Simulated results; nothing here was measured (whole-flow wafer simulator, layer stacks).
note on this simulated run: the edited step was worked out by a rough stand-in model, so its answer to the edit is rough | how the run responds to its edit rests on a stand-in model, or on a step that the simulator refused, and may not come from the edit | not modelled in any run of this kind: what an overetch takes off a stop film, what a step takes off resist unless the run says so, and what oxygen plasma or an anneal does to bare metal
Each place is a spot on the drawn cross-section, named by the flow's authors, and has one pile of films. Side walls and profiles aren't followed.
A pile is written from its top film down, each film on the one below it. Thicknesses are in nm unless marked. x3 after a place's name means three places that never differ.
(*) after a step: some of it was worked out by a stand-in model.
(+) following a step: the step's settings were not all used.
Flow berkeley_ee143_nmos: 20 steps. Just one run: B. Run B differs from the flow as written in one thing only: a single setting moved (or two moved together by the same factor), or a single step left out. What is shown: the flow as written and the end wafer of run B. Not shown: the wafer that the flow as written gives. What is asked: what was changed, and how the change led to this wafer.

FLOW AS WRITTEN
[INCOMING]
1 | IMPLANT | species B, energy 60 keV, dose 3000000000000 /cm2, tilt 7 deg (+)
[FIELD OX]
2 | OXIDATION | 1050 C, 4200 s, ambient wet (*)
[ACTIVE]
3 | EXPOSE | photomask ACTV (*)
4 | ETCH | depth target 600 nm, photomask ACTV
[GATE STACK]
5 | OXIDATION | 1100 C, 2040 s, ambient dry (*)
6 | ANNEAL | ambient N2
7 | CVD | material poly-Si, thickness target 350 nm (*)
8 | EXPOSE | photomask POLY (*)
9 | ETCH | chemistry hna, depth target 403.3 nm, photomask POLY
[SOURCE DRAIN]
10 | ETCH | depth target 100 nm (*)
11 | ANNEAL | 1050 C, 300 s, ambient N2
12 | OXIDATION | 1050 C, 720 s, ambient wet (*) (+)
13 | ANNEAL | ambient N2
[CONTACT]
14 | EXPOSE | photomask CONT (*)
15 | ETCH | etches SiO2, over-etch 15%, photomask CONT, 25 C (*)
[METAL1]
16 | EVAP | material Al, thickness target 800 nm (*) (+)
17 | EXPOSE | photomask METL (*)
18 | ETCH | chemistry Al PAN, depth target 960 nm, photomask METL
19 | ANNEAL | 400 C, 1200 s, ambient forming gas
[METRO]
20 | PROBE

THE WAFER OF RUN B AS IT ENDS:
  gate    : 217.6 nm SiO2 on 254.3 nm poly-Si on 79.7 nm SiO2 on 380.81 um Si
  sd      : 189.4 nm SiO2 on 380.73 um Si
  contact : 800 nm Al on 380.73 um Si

The reason: step 2, OXIDATION: 1848 s was run, while the flow as written has 4200 s.

The path from the change to this, step by step:
  2 | OXIDATION | 1050 C, 4200 s, ambient wet (*)
      gate, sd, contact, field: SiO2 gains 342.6 (new film), chemical SiO2 loses 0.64 (all of it), Si loses 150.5 (as written it would have been: SiO2 gains 566.4 (new film), chemical SiO2 loses 0.64 (all of it), Si loses 248.9)
  4 | ETCH | depth target 600 nm, photomask ACTV
      gate, sd, contact: SiO2 loses 342.6 (all of it) (as written it would have been: SiO2 loses 566.4 (all of it))
  5 | OXIDATION | 1100 C, 2040 s, ambient dry (*)
      field: SiO2 gains 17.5, Si loses 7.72 (as written it would have been: SiO2 gains 11.6, Si loses 5.1)
  12 | OXIDATION | 1050 C, 720 s, ambient wet (*) (+)
      field: SiO2 gains 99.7, Si loses 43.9 (as written it would have been: SiO2 gains 69.1, Si loses 30.4)
